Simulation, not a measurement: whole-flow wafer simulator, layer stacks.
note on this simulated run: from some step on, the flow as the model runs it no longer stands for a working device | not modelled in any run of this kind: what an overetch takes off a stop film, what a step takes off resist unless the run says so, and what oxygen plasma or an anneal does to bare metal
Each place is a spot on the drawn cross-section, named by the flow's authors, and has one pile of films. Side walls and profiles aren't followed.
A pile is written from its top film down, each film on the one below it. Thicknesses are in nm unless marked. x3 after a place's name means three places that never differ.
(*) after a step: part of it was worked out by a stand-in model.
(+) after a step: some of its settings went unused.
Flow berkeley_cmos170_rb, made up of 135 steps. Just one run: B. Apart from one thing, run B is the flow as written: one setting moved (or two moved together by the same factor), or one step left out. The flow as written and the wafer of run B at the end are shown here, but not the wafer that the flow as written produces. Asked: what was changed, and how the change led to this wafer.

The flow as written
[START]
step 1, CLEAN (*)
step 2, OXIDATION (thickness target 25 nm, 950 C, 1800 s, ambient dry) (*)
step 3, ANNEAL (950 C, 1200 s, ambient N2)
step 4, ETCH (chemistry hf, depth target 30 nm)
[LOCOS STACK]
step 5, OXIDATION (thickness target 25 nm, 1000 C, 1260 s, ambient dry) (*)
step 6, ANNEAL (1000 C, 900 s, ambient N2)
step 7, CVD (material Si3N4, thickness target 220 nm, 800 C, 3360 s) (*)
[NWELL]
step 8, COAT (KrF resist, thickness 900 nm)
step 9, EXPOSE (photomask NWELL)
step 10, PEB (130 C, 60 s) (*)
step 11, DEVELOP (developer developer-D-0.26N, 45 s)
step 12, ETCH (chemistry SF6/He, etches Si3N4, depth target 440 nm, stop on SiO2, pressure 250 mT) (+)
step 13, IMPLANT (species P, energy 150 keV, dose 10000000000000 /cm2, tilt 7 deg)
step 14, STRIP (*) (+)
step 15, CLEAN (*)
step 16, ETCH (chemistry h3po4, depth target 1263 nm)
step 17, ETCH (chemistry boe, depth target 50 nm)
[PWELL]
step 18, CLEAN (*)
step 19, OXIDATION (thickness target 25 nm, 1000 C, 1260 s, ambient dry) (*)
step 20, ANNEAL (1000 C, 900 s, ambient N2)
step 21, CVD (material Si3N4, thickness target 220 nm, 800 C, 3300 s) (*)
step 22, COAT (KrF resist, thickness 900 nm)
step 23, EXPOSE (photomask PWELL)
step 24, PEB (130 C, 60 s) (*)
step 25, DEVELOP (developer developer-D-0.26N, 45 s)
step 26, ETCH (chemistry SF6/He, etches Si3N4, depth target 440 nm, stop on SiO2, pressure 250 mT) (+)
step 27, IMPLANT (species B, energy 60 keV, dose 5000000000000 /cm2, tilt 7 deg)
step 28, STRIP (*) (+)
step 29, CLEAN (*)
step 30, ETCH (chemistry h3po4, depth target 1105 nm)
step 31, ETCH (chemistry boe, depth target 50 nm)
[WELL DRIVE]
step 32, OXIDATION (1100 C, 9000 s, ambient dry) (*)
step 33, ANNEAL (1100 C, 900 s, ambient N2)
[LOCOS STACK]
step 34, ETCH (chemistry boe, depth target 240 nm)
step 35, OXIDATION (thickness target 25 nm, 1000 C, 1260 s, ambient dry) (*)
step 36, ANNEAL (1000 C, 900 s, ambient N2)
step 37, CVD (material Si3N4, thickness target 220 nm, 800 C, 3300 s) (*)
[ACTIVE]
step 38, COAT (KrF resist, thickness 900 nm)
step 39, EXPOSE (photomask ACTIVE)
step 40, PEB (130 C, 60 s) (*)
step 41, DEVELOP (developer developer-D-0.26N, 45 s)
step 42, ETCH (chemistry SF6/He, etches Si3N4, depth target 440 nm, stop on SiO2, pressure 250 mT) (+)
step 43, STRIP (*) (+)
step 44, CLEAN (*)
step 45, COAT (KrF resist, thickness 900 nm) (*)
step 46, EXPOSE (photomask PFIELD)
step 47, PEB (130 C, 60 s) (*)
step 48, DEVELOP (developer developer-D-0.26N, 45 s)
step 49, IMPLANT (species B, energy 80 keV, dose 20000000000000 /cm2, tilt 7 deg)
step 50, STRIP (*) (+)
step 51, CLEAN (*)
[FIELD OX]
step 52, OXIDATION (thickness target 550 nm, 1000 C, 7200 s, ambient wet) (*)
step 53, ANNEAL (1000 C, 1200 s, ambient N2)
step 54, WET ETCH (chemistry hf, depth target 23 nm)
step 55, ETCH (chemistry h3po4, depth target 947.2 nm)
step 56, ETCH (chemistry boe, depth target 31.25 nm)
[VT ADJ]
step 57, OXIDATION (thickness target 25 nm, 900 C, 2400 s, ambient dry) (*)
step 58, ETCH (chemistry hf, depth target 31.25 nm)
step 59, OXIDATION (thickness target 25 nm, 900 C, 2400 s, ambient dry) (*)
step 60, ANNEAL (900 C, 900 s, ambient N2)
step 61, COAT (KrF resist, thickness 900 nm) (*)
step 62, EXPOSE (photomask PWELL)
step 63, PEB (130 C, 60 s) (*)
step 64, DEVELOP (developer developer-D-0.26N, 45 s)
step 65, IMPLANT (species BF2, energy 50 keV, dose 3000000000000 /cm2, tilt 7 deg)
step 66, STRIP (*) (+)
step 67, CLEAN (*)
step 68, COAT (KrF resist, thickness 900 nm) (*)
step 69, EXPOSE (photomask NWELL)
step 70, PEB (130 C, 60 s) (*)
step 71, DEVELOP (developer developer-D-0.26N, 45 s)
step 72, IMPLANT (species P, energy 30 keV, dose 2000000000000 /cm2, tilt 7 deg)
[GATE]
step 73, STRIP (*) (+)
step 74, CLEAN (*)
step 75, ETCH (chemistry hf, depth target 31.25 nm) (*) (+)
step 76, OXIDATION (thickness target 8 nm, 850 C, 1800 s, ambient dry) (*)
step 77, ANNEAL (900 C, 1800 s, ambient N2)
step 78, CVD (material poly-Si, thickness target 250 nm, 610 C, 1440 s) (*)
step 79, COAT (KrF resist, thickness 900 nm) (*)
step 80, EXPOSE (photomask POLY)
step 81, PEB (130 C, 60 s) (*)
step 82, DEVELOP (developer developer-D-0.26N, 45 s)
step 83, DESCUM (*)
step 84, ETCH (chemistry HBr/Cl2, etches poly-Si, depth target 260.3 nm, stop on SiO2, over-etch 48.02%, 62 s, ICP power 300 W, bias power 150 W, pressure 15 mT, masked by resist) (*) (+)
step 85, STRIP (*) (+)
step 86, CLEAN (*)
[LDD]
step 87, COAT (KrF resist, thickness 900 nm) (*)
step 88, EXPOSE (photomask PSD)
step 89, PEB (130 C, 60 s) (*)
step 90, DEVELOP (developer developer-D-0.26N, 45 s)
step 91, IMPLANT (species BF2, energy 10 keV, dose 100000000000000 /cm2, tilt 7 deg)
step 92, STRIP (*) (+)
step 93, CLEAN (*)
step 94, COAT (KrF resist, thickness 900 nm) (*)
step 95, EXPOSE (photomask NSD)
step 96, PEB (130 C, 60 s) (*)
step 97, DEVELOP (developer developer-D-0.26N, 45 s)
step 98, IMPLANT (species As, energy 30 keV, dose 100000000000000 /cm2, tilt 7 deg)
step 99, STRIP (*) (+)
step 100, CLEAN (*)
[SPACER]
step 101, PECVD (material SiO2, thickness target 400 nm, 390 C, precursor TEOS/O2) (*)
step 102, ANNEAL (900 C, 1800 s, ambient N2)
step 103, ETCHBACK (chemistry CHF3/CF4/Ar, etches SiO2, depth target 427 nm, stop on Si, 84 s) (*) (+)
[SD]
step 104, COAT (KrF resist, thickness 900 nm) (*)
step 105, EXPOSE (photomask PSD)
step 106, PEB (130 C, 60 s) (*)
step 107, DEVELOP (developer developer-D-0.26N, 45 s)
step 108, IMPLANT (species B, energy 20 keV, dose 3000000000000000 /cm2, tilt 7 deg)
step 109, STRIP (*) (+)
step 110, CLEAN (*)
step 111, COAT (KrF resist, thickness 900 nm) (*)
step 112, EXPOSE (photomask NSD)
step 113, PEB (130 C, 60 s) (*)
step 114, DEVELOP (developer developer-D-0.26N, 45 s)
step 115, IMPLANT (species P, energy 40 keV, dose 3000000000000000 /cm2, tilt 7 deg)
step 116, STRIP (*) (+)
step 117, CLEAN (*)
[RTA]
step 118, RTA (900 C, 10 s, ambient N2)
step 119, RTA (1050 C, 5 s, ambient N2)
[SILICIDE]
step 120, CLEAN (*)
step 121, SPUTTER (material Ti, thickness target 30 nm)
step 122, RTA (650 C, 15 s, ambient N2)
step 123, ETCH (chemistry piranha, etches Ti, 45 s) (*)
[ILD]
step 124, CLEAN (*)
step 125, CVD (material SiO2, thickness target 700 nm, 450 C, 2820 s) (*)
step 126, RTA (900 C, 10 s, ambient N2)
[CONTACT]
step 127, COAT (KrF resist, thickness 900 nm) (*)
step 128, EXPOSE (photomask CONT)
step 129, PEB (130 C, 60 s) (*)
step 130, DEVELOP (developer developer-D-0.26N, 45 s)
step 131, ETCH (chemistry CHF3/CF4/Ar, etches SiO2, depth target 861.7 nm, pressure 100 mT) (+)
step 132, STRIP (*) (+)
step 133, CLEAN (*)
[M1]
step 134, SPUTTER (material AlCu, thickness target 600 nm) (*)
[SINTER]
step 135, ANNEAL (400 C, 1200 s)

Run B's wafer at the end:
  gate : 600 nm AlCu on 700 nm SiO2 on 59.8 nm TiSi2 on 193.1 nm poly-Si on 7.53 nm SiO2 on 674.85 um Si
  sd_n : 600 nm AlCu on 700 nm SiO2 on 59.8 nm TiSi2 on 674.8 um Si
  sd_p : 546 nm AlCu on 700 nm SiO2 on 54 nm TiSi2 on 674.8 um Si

What caused this: step 121, SPUTTER: thickness target 32 nm was run, while the flow as written has thickness target 30 nm.

How this came from the change, step by step:
  step 121, SPUTTER (material Ti, thickness target 30 nm)
      field, sd_n, spacer_n, gate, spacer_p, gate_p, contact, m1: Ti gains 32 (new film) (as written it would have been: Ti gains 30 (new film))
      sd_p: Ti gains 28.9 (new film) (as written it would have been: Ti gains 27.1 (new film))
  step 122, RTA (650 C, 15 s, ambient N2)
      sd_n, contact, m1: Ti loses 25, TiSi first gains 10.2 (new film), TiSi2 C49 gains 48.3 (new film), Si loses 49.9 (as written it would have been: Ti loses 23.4, TiSi first gains 6.2 (new film), TiSi2 C49 gains 50.3 (new film), Si loses 49)
      gate, gate_p: Ti loses 25, TiSi first gains 10.2 (new film), TiSi2 C49 gains 48.3 (new film), poly-Si loses 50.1 (as written it would have been: Ti loses 23.4, TiSi first gains 6.2 (new film), TiSi2 C49 gains 50.3 (new film), poly-Si loses 49.2)
      (and at 1 other place as well)
  step 123, ETCH (chemistry piranha, etches Ti, 45 s) (*)
      field, spacer_n, spacer_p: Ti loses 32 (all of it) (as written it would have been: Ti loses 30 (all of it))
  step 126, RTA (900 C, 10 s, ambient N2)
      sd_n, contact, m1: under 1 film: TiSi2 gains 59.8 (new film), TiSi first loses 10.2 (all of it), TiSi2 C49 loses 48.3 (all of it), Si loses 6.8 (as written it would have been: under 1 film: TiSi2 gains 56 (new film), TiSi first loses 6.2 (all of it), TiSi2 C49 loses 50.3 (all of it), Si loses 4.12)
      gate, gate_p: under 1 film: TiSi2 gains 59.8 (new film), TiSi first loses 10.2 (all of it), TiSi2 C49 loses 48.3 (all of it), poly-Si loses 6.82 (as written it would have been: under 1 film: TiSi2 gains 56 (new film), TiSi first loses 6.2 (all of it), TiSi2 C49 loses 50.3 (all of it), poly-Si loses 4.13)
      (and at 1 other place as well)
